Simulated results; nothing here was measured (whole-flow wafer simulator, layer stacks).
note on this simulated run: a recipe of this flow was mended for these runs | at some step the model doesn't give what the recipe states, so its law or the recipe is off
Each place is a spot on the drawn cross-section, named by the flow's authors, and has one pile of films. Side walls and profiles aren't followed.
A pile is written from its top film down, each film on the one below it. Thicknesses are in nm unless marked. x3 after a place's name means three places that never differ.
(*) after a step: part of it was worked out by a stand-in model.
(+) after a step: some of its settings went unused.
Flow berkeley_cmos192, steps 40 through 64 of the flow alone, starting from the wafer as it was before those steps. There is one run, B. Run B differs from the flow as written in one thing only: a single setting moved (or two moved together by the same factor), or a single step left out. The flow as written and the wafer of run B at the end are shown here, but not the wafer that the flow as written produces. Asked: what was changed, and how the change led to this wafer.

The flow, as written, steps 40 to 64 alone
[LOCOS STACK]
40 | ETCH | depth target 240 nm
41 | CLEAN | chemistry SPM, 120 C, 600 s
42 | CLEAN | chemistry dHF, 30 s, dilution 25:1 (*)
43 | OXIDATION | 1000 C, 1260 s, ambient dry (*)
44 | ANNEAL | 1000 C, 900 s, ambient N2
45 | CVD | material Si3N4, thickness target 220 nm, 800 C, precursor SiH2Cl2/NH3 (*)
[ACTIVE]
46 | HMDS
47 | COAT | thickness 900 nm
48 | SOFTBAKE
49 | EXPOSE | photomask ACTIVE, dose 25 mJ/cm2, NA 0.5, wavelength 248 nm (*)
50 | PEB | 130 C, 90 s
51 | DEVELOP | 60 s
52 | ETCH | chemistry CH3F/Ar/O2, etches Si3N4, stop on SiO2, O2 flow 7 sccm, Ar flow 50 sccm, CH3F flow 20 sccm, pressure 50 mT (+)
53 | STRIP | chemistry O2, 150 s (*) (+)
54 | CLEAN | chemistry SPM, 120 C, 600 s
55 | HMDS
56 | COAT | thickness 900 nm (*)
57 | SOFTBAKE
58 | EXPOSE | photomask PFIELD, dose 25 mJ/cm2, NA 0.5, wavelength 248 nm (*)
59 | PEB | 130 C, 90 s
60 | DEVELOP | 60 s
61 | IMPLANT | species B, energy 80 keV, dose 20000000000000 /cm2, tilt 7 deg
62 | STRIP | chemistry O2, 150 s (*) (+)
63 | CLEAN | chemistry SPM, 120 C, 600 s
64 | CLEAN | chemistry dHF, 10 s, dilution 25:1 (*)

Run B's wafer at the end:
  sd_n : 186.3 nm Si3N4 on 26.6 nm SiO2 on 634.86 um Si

Cause: step 45, CVD: thickness target 187 nm was run, though the flow has thickness target 220 nm.

How this came from the change, step by step:
  45 | CVD | material Si3N4, thickness target 220 nm, 800 C, precursor SiH2Cl2/NH3 (*)
      field, sd_n, spacer_n and 6 more: Si3N4 gains 187 (new film) (in the flow as written it would be: Si3N4 gains 220 (new film))
  52 | ETCH | chemistry CH3F/Ar/O2, etches Si3N4, stop on SiO2, O2 flow 7 sccm, Ar flow 50 sccm, CH3F flow 20 sccm, pressure 50 mT (+)
      sd_n, spacer_n, gate, sd_p, spacer_p, gate_p, contact, m1: KrF-resist loses 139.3 (in the flow as written it would be: KrF-resist loses 161.3)
      field: Si3N4 loses 187 (all of it), SiO2 loses 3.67 (in the flow as written it would be: Si3N4 loses 220 (all of it), SiO2 loses 3.67)
  53 | STRIP | chemistry O2, 150 s (*) (+)
      sd_n, spacer_n, gate, sd_p, spacer_p, gate_p, contact, m1: KrF-resist loses 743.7 (all of it) (in the flow as written it would be: KrF-resist loses 721.7 (all of it))
  56 | COAT | thickness 900 nm (*)
      sd_n: KrF-resist gains 802 (new film) (in the flow as written it would be: KrF-resist gains 785.2 (new film))
      m1: KrF-resist gains 803.3 (new film) (in the flow as written it would be: KrF-resist gains 787.2 (new film))
  62 | STRIP | chemistry O2, 150 s (*) (+)
      sd_n: KrF-resist loses 785.3 (all of it) (in the flow as written it would be: KrF-resist loses 768.5 (all of it))
      m1: KrF-resist loses 786.6 (all of it) (in the flow as written it would be: KrF-resist loses 770.6 (all of it))
